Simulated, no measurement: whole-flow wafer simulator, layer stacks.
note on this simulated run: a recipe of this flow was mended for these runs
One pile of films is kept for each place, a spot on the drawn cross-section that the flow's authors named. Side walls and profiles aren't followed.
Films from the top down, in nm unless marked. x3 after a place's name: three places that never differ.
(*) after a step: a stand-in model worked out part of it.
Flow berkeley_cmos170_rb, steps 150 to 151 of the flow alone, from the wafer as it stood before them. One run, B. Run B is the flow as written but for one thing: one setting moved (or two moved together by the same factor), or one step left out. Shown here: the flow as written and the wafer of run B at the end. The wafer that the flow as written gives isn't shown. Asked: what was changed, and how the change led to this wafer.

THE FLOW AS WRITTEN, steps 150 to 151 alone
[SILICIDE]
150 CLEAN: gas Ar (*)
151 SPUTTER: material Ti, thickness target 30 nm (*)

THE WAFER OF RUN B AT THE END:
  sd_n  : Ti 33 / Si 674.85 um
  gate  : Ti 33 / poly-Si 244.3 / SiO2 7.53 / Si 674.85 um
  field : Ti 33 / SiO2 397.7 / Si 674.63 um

The cause: step 151, SPUTTER: thickness target 33 nm was run, where the flow has thickness target 30 nm.
It can be read off the wafer: sd_n has Ti 33, and step 151 as written asks for 30 nm.

How the change led to this, step by step:
  151 SPUTTER: material Ti, thickness target 30 nm (*)
      field, sd_n, spacer_n, gate, spacer_p, gate_p, contact, m1: Ti +33 (new film) (as written it would be: Ti +30 (new film))
      sd_p: Ti +30.7 (new film) (as written it would be: Ti +27.9 (new film))
